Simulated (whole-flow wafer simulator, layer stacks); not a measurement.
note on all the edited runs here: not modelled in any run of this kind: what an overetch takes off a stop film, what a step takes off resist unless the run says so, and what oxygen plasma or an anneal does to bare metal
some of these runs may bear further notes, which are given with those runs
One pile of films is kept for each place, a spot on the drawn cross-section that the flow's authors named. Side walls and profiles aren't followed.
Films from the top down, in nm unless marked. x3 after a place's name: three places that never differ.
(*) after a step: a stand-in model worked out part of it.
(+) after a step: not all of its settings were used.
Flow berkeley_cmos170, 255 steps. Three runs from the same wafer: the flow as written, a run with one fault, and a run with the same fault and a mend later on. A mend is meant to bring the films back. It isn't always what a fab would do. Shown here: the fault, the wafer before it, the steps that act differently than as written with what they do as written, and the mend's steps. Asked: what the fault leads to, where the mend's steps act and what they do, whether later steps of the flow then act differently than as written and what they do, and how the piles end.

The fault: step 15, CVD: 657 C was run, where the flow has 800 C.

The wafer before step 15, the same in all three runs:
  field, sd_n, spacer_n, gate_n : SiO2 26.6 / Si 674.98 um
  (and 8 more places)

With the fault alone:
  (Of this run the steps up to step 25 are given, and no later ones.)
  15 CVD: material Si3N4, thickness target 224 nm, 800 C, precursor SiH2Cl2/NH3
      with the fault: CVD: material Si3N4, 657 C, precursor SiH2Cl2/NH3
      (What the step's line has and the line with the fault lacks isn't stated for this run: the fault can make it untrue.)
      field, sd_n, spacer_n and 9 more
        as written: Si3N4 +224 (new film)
        with the fault: Si3N4 +17 (new film)
  Later steps of the flow that act differently than as written:
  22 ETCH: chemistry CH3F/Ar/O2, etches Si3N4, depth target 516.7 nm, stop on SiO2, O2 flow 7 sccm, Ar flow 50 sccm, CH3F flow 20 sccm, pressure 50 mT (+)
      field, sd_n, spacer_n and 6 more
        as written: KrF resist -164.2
        with the fault: KrF resist -26.2
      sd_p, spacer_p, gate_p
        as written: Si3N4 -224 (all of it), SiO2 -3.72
        with the fault: Si3N4 -17 (all of it), SiO2 -3.72
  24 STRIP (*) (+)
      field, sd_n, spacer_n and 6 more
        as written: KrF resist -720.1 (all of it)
        with the fault: KrF resist -858.2 (all of it)
  After step 25 the piles differ from the flow's by more than 2% or 0.5 nm, whichever is larger, at field, sd_n, spacer_n and 6 more.
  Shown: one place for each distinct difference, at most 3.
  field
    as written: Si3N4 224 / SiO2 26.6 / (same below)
    with the fault: Si3N4 17 / SiO2 26.6 / (same below)

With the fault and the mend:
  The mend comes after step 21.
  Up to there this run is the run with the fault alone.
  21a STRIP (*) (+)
      field, sd_n, spacer_n and 6 more
        KrF resist -884.4 (all of it)
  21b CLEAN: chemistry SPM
      changes no film at any place that is followed
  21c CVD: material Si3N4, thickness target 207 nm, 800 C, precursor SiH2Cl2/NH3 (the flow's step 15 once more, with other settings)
      field, sd_n, spacer_n and 9 more
        Si3N4 +207
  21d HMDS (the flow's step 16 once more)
      changes no film at any place that is followed
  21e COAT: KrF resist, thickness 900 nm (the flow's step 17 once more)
      field, sd_n, spacer_n and 9 more
        KrF resist +900 (new film)
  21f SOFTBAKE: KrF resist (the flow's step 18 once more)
      changes no film at any place that is followed
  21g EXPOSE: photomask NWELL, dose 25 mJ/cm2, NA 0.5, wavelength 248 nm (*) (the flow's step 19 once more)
      changes no film at any place that is followed
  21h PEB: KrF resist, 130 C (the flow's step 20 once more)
      field, sd_n, spacer_n and 9 more
        KrF resist -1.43
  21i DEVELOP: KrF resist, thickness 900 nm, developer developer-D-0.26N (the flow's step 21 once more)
      field, sd_n, spacer_n and 6 more
        KrF resist -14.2
      sd_p, spacer_p, gate_p
        KrF resist -898.6 (all of it)
  No later step of the flow acts differently than as written, at any place that is followed, by more than 2% or 0.5 nm, whichever is larger.
  At the end the piles are the same as the flow's at every place that both follow.
